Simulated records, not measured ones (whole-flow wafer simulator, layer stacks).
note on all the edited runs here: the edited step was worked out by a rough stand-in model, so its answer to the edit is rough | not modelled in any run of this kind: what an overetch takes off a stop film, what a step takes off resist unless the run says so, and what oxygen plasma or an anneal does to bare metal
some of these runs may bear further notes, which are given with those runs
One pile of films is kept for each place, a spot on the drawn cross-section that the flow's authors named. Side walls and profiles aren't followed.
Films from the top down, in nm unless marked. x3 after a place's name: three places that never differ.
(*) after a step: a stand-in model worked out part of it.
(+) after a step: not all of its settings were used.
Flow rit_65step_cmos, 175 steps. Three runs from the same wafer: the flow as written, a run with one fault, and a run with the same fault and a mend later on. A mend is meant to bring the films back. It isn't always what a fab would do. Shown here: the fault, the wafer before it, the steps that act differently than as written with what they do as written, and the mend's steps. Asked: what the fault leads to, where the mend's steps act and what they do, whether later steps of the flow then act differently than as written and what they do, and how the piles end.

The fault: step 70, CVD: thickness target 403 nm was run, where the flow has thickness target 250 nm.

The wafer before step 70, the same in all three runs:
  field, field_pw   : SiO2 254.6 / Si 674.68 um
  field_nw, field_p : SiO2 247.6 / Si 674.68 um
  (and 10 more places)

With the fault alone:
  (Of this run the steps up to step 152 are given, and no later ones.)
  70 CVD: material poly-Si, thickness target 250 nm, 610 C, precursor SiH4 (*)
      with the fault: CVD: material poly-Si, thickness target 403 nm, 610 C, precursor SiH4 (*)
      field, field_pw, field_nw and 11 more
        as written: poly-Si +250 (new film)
        with the fault: poly-Si +403 (new film)
  Later steps of the flow that act differently than as written (4 more steps differ only slightly, by at most 2% or 0.5 nm, whichever is larger, and aren't shown):
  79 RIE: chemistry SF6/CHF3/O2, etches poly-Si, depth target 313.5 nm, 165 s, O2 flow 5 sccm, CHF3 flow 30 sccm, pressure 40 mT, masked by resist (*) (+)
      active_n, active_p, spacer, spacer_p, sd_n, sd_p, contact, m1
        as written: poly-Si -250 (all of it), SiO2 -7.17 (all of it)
        with the fault: poly-Si -313.5
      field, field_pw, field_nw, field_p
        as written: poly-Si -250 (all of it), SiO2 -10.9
        with the fault: poly-Si -313.5
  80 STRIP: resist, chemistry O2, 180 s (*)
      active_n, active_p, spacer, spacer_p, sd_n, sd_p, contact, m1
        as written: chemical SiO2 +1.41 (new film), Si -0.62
        with the fault: chemical SiO2 +1.41 (new film), poly-Si -0.62
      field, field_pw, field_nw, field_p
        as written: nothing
        with the fault: chemical SiO2 +1.41 (new film), poly-Si -0.62
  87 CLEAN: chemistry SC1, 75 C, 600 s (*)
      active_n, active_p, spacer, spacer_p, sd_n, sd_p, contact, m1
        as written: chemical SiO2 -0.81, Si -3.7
        with the fault: chemical SiO2 -0.81, poly-Si -3.7
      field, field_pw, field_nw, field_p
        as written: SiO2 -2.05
        with the fault: chemical SiO2 -0.81, poly-Si -3.7
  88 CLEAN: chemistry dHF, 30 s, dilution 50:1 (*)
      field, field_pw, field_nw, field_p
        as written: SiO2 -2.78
        with the fault: chemical SiO2 -0.6 (all of it)
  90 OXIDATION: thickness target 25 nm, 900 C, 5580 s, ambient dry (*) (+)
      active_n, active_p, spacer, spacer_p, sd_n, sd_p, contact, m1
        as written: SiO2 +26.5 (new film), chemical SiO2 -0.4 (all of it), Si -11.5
        with the fault: SiO2 +28.9 (new film), chemical SiO2 -0.4 (all of it), poly-Si -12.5
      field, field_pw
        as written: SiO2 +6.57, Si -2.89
        with the fault: SiO2 +28.9 (new film), chemical SiO2 -0.4 (all of it), poly-Si -12.5
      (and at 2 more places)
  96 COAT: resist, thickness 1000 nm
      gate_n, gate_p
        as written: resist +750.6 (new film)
        with the fault: resist +700.9 (new film)
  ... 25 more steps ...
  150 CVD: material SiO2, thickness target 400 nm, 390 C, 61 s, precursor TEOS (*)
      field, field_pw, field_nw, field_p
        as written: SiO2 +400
        with the fault: SiO2 +400 (new film)
  After step 152 the piles differ from the flow's by more than 2% or 0.5 nm, whichever is larger, at field, field_pw, field_nw, field_p, gate_n, gate_p, spacer, spacer_p.
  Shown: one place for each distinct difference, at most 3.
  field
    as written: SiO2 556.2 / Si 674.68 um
    with the fault: SiO2 400 / TiSi first 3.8 / SiO2 254.6 / Si 674.68 um
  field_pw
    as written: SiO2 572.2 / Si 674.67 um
    with the fault: SiO2 400 / TiSi first 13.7 / TiSi2 C49 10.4 / SiO2 254.6 / Si 674.68 um
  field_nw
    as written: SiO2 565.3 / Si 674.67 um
    with the fault: SiO2 400 / TiSi first 13.7 / TiSi2 C49 10.4 / SiO2 247.6 / Si 674.68 um

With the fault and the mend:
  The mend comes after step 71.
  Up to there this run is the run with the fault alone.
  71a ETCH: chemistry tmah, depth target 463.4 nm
      field, field_pw, field_nw and 11 more
        poly-Si -403 (all of it)
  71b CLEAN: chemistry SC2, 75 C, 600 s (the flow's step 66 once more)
      changes no film at any place that is followed
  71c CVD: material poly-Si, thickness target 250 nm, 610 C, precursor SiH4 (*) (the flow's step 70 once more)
      field, field_pw, field_nw and 11 more
        poly-Si +250 (new film)
  No later step of the flow acts differently than as written at any place that is followed.
  At the end the piles are the same as the flow's at every place that both follow.
